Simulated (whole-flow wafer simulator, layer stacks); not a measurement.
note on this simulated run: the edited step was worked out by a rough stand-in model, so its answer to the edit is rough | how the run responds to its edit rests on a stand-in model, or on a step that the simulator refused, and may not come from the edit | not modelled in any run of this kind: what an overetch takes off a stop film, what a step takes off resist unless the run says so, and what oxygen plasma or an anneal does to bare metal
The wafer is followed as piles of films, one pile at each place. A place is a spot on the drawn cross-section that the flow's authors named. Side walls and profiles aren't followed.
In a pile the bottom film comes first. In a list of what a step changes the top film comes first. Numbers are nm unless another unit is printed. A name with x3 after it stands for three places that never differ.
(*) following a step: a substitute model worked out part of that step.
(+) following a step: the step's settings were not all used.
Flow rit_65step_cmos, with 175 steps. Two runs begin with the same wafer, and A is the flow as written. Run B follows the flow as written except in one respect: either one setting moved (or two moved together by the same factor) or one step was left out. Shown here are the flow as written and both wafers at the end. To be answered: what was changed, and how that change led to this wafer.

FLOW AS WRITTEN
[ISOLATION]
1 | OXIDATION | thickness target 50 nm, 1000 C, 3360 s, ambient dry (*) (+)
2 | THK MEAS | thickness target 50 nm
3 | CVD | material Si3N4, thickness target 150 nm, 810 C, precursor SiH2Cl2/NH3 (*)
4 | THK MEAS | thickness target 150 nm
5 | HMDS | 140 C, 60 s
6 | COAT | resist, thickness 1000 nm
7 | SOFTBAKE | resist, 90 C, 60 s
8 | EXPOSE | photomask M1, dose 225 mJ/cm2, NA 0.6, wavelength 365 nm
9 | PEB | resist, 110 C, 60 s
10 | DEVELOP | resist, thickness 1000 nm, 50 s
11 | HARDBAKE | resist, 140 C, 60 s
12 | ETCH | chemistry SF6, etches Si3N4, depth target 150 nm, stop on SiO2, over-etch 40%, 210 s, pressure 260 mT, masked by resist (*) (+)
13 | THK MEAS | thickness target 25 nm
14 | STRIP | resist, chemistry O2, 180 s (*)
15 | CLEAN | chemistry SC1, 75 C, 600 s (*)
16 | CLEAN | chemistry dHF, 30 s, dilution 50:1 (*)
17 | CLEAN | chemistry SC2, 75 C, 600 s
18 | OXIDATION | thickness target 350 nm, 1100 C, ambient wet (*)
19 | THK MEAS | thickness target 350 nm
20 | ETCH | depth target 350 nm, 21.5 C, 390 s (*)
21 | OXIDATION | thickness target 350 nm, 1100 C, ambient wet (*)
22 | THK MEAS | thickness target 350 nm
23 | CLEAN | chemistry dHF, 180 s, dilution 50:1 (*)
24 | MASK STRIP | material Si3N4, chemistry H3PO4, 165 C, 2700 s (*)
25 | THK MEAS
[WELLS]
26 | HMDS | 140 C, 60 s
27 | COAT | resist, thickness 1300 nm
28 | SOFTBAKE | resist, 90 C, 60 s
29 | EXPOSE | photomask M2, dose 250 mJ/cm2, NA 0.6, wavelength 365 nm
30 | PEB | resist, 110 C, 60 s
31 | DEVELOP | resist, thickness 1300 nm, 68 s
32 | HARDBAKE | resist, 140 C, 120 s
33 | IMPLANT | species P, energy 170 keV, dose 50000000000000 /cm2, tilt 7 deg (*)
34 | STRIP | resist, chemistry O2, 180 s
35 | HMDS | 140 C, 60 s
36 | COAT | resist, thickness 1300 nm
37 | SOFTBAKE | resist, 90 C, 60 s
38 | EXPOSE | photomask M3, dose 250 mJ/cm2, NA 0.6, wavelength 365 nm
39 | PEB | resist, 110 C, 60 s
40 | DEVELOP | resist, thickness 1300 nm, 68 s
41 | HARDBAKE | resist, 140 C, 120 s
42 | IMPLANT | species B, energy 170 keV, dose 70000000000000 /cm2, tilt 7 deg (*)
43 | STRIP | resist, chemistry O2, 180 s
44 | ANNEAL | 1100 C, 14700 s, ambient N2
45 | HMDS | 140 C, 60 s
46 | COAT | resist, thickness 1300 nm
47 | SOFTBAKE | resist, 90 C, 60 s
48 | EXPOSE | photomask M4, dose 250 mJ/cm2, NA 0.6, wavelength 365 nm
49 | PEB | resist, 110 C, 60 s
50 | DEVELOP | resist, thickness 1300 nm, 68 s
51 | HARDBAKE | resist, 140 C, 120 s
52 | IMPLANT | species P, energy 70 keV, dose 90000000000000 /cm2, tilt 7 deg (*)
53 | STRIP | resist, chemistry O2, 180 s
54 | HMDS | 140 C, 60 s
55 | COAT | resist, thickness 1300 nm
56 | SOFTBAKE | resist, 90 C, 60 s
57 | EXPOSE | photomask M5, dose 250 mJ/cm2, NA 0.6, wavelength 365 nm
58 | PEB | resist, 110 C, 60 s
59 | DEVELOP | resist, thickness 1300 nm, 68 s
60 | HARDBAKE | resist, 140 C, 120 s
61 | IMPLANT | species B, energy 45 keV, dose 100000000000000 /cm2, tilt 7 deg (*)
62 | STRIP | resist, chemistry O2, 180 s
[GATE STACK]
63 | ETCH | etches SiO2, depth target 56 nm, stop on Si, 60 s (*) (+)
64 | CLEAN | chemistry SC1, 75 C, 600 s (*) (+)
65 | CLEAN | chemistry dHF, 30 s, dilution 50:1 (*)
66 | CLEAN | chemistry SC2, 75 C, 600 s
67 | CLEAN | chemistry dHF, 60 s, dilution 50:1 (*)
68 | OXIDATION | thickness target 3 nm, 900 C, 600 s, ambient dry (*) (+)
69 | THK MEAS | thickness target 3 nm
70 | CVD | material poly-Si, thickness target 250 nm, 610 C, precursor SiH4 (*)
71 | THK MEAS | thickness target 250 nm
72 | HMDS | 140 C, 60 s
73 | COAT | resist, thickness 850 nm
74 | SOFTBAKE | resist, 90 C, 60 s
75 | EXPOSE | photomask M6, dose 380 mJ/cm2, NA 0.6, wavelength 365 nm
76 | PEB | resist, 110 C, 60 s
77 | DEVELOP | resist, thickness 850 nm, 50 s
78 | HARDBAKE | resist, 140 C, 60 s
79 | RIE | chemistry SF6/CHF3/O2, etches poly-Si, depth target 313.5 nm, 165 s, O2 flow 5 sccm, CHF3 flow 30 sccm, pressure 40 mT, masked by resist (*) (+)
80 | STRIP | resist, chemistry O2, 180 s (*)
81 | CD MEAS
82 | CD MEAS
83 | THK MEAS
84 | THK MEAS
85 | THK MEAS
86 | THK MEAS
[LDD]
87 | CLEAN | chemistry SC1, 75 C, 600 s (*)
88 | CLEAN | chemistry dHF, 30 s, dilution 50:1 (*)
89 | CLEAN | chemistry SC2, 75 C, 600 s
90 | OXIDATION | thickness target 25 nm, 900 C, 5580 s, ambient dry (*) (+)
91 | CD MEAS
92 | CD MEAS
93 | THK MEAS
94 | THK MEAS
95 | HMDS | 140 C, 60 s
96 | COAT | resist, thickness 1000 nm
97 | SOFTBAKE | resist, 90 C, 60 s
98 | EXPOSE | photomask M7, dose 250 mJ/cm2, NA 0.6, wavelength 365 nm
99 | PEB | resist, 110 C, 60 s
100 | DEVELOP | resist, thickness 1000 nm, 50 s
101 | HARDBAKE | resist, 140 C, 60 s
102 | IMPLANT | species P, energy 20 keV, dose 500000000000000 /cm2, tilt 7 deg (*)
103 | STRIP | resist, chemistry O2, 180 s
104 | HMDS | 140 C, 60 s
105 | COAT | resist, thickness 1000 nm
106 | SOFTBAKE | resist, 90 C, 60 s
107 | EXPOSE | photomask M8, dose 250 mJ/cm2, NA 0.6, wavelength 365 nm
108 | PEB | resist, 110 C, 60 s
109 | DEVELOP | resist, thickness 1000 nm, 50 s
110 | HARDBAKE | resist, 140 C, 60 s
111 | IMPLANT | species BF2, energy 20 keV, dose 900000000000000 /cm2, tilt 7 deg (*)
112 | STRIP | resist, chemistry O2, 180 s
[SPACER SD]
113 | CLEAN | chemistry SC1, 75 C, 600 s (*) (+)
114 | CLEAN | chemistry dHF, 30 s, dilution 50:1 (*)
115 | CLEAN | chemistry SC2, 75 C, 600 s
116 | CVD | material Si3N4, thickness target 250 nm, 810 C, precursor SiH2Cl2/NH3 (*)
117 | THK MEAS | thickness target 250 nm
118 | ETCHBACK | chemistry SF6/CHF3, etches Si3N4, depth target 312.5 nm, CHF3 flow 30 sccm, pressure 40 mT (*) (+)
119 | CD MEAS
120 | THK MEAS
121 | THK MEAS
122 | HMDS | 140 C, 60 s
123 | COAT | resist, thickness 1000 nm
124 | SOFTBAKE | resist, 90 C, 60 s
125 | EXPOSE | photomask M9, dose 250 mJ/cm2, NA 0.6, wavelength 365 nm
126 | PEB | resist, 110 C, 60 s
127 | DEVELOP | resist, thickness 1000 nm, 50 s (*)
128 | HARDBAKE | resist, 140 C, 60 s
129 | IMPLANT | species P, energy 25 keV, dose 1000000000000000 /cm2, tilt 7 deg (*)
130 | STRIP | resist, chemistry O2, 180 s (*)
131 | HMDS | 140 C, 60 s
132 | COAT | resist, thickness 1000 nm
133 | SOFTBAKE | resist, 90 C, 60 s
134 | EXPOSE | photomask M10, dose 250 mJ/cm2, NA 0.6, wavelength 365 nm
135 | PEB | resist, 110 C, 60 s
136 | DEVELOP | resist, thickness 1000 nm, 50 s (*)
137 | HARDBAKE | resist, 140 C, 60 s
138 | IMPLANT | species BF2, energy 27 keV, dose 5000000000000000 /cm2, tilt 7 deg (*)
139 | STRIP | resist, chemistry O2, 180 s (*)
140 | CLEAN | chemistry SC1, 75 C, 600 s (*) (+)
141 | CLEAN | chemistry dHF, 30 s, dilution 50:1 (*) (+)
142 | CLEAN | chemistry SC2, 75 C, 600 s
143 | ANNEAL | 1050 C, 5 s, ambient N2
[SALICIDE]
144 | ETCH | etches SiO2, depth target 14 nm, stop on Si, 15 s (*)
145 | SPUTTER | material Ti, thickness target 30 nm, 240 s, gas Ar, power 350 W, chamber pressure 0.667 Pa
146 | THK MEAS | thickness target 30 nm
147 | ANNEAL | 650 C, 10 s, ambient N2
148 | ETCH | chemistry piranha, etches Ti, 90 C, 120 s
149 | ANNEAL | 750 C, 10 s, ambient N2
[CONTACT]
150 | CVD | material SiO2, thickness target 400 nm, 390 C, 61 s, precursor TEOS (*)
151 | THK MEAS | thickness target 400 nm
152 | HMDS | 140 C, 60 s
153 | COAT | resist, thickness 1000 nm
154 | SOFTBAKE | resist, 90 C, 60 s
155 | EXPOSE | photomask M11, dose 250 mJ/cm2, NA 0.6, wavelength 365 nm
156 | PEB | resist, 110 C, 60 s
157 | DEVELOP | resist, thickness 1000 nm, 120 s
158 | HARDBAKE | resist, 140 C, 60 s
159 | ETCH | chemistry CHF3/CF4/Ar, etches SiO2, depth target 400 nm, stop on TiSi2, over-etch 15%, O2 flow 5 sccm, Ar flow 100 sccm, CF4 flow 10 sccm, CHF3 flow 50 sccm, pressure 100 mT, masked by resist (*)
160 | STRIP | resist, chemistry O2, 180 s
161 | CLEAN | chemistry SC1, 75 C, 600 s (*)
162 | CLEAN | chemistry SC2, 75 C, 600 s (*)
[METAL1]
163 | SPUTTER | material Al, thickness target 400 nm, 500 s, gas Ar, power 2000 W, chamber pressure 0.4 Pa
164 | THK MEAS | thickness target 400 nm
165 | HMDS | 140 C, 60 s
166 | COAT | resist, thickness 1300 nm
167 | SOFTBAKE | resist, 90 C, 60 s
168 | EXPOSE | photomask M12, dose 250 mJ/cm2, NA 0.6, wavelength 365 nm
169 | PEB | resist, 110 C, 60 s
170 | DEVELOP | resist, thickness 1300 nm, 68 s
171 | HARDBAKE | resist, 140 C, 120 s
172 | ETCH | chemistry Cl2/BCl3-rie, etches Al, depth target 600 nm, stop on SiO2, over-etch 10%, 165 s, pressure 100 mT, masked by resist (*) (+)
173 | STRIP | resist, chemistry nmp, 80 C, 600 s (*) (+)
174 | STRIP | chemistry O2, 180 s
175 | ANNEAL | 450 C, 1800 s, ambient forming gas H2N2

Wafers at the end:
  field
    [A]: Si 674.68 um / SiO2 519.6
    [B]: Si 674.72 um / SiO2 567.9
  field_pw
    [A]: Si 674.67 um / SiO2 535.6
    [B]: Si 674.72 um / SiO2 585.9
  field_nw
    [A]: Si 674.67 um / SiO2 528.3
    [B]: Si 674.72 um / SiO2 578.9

What caused this: step 20, ETCH: 215 s was run, though the flow has 390 s.

How this came from the change, step by step:
  20 | ETCH | depth target 350 nm, 21.5 C, 390 s (*)
      field, field_p: A SiO2 loses 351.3 (all of it), Si loses 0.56 | B SiO2 loses 210
      field_pw, field_nw: A SiO2 loses 355.4 (all of it), Si loses 0.49 | B SiO2 loses 210
      (also at 10 further places)
  21 | OXIDATION | thickness target 350 nm, 1100 C, ambient wet (*)
      field, field_p: A SiO2 gains 350 (new film), Si loses 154 | B SiO2 gains 257.8, Si loses 113.4
      field_pw, field_nw: A SiO2 gains 350 (new film), Si loses 154 | B SiO2 gains 255.7, Si loses 112.5
  27 | COAT | resist, thickness 1300 nm
      field_pw, field_nw: A resist gains 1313 (new film) | B resist gains 1262.1 (new film)
      field: A resist gains 1315.7 (new film) | B resist gains 1249.5 (new film)
      (also at 1 further place)
  30 | PEB | resist, 110 C, 60 s
      field, field_p: A resist loses 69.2 | B resist loses 65.7
      field_pw, field_nw: A resist loses 69.1 | B resist loses 66.4
  31 | DEVELOP | resist, thickness 1300 nm, 68 s
      field_nw: A resist loses 1243.9 (all of it) | B resist loses 1195.8 (all of it)
      field_p: A resist loses 1246.4 (all of it) | B resist loses 1184 (all of it)
  32 | HARDBAKE | resist, 140 C, 120 s
      field: A resist loses 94 | B resist loses 89.2
      field_pw: A resist loses 93.8 | B resist loses 90.1
  34 | STRIP | resist, chemistry O2, 180 s
      field: A resist loses 1152.5 (all of it) | B resist loses 1094.6 (all of it)
      field_pw: A resist loses 1150.2 (all of it) | B resist loses 1105.6 (all of it)
  36 | COAT | resist, thickness 1300 nm
      field_pw, field_nw: A resist gains 1313 (new film) | B resist gains 1262.1 (new film)
      field: A resist gains 1315.7 (new film) | B resist gains 1249.5 (new film)
      (also at 1 further place)
  39 | PEB | resist, 110 C, 60 s
      field, field_p: A resist loses 69.2 | B resist loses 65.7
      field_pw, field_nw: A resist loses 69.1 | B resist loses 66.4
  40 | DEVELOP | resist, thickness 1300 nm, 68 s
      field: A resist loses 1246.5 (all of it) | B resist loses 1183.8 (all of it)
      field_pw: A resist loses 1243.9 (all of it) | B resist loses 1195.8 (all of it)
  41 | HARDBAKE | resist, 140 C, 120 s
      field_nw: A resist loses 93.8 | B resist loses 90.1
      field_p: A resist loses 94 | B resist loses 89.2
  43 | STRIP | resist, chemistry O2, 180 s
      field_nw: A resist loses 1150.2 (all of it) | B resist loses 1105.6 (all of it)
      field_p: A resist loses 1152.5 (all of it) | B resist loses 1094.7 (all of it)
  46 | COAT | resist, thickness 1300 nm
      field_pw, field_nw: A resist gains 1313 (new film) | B resist gains 1262.1 (new film)
      field: A resist gains 1315.7 (new film) | B resist gains 1249.5 (new film)
      (also at 1 further place)
  49 | PEB | resist, 110 C, 60 s
      field, field_p: A resist loses 69.2 | B resist loses 65.7
      field_pw, field_nw: A resist loses 69.1 | B resist loses 66.4
  50 | DEVELOP | resist, thickness 1300 nm, 68 s
      field_nw: A resist loses 1243.9 (all of it) | B resist loses 1195.8 (all of it)
      field_p: A resist loses 1246.4 (all of it) | B resist loses 1184 (all of it)
  51 | HARDBAKE | resist, 140 C, 120 s
      field: A resist loses 94 | B resist loses 89.2
      field_pw: A resist loses 93.8 | B resist loses 90.1
  ... another 36 steps ...
  170 | DEVELOP | resist, thickness 1300 nm, 68 s
      field: A resist loses 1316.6 (all of it) | B resist loses 1249.5 (all of it)
      field_pw: A resist loses 1285.5 (all of it) | B resist loses 1235.9 (all of it)
      (also at 2 further places)
